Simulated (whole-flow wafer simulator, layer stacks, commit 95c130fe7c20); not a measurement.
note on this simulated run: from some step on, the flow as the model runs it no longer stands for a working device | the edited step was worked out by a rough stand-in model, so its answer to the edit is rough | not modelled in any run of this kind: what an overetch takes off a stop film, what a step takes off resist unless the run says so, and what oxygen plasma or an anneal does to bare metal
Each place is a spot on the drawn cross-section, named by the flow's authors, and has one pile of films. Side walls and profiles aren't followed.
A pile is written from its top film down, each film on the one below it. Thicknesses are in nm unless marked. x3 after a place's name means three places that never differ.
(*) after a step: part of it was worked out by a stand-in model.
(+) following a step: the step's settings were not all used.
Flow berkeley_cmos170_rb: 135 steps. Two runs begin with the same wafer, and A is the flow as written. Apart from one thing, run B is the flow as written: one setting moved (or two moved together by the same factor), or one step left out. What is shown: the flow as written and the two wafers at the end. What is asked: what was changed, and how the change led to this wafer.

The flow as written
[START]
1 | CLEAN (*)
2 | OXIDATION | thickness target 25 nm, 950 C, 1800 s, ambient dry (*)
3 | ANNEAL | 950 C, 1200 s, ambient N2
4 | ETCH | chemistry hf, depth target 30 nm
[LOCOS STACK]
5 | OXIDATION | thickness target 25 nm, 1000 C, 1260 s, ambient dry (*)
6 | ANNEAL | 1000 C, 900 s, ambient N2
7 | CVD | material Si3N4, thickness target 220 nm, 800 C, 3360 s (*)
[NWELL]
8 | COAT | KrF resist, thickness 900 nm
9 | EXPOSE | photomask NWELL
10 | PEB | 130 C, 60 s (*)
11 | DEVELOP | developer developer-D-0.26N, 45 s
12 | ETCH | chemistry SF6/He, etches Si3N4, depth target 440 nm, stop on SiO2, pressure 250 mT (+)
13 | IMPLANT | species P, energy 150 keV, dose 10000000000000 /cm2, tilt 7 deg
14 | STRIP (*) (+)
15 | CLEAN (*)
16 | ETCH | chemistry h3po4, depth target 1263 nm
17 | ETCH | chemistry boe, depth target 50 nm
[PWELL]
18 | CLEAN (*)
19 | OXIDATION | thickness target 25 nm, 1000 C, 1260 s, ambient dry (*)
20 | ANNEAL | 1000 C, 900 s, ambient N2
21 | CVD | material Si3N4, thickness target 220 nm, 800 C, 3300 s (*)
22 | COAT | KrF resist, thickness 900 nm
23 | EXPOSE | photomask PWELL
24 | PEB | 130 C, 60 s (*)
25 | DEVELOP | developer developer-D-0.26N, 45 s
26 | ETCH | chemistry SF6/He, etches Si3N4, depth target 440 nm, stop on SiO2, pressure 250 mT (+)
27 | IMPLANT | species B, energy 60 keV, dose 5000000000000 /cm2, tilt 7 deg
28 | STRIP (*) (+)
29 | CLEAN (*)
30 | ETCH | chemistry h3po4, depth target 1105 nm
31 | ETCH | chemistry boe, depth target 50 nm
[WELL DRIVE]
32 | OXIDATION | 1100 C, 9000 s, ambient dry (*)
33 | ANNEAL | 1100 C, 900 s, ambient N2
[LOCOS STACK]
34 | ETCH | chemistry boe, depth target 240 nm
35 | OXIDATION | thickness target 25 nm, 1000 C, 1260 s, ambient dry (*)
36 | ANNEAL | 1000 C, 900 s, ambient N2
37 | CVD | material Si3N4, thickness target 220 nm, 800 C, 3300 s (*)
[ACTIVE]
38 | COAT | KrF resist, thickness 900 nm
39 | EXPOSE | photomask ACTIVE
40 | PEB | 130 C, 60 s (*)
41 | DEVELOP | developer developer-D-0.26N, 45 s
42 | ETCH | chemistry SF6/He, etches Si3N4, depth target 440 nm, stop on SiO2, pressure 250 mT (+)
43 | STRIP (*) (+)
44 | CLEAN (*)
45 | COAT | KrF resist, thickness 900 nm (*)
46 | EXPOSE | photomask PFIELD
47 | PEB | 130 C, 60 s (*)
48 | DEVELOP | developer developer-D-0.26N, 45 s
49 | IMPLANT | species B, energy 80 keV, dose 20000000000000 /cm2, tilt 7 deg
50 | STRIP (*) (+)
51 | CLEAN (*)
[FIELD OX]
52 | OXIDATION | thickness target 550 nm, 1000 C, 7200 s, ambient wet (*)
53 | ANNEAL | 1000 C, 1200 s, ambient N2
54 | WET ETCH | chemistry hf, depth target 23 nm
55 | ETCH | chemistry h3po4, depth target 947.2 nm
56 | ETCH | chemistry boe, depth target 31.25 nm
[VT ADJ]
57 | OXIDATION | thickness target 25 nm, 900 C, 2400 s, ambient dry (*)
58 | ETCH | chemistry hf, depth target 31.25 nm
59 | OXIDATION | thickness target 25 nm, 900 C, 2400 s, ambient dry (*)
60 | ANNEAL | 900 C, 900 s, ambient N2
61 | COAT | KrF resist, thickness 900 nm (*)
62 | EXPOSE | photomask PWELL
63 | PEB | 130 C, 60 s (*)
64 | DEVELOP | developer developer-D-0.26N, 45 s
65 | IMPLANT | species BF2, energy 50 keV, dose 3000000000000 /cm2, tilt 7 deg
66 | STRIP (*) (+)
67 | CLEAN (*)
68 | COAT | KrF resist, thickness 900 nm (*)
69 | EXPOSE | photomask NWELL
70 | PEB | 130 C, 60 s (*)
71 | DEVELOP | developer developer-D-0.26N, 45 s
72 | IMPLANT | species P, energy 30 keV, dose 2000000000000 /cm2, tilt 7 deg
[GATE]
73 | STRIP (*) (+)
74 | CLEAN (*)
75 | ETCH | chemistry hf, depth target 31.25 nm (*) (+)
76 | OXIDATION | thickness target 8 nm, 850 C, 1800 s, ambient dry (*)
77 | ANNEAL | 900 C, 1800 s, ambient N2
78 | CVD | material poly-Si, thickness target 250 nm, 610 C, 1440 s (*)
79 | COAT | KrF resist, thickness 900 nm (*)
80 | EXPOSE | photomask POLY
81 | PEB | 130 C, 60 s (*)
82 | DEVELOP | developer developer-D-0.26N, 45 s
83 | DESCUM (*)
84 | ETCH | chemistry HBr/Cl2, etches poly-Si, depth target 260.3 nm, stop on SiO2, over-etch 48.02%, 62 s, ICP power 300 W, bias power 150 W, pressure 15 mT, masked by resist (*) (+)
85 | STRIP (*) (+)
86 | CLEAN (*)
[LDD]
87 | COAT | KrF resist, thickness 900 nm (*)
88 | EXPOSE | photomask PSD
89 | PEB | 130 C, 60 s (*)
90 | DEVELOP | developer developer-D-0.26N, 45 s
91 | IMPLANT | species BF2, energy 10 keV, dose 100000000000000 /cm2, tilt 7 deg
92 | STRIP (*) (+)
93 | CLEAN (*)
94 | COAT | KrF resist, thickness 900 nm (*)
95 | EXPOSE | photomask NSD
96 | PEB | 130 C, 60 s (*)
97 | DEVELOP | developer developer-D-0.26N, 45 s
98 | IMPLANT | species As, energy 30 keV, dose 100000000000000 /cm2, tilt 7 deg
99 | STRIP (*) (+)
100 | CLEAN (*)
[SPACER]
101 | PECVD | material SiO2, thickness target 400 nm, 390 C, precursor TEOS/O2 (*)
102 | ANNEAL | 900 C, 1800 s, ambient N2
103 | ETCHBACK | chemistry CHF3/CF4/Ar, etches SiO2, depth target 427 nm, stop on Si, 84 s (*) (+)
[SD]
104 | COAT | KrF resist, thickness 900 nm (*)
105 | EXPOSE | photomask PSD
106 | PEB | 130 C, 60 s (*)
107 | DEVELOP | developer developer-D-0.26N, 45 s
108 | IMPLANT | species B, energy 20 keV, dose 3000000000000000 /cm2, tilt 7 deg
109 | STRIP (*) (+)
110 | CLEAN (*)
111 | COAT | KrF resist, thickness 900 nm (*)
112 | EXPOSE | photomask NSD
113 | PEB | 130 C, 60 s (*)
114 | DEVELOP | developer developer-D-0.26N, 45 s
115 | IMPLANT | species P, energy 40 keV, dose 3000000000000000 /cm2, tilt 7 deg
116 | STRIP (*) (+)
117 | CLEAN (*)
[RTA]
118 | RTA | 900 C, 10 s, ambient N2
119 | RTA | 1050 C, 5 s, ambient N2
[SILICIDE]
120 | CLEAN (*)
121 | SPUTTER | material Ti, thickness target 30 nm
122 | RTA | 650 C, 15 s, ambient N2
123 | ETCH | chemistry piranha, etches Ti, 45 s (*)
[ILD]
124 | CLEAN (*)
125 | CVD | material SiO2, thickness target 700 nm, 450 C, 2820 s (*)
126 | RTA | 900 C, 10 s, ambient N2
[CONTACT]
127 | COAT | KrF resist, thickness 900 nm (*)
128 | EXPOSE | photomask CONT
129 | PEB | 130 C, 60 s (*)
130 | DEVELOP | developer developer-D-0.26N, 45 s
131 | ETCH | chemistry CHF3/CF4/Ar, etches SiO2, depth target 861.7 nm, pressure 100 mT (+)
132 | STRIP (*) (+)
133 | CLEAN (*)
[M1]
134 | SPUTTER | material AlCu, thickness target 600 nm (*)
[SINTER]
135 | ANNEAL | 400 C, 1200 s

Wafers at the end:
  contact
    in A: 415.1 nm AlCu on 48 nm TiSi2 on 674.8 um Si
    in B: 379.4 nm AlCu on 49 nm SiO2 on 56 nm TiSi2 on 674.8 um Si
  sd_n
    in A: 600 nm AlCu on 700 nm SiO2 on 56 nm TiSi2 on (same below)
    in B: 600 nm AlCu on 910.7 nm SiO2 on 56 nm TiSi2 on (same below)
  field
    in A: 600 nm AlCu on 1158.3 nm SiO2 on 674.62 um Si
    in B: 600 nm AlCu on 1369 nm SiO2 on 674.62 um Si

What caused this: step 125, CVD: thickness target 910.7 nm was run, though the flow has thickness target 700 nm; step 125, CVD: 3669 s was run, where the flow has 2820 s.
The wafer itself shows it: sd_n has SiO2 910.7, and step 125 as written asks for 700 nm.

How this came from the change, step by step:
  125 | CVD | material SiO2, thickness target 700 nm, 450 C, 2820 s (*)
      sd_n, gate, sd_p, gate_p, contact, m1: A SiO2 gains 700 (new film) | B SiO2 gains 910.7 (new film)
      field, spacer_n, spacer_p: A SiO2 gains 700 | B SiO2 gains 910.7
  131 | ETCH | chemistry CHF3/CF4/Ar, etches SiO2, depth target 861.7 nm, pressure 100 mT (+)
      contact: A SiO2 loses 700 (all of it), TiSi2 loses 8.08 | B SiO2 loses 861.7
  134 | SPUTTER | material AlCu, thickness target 600 nm (*)
      contact: A AlCu gains 415.1 (new film) | B AlCu gains 379.4 (new film)
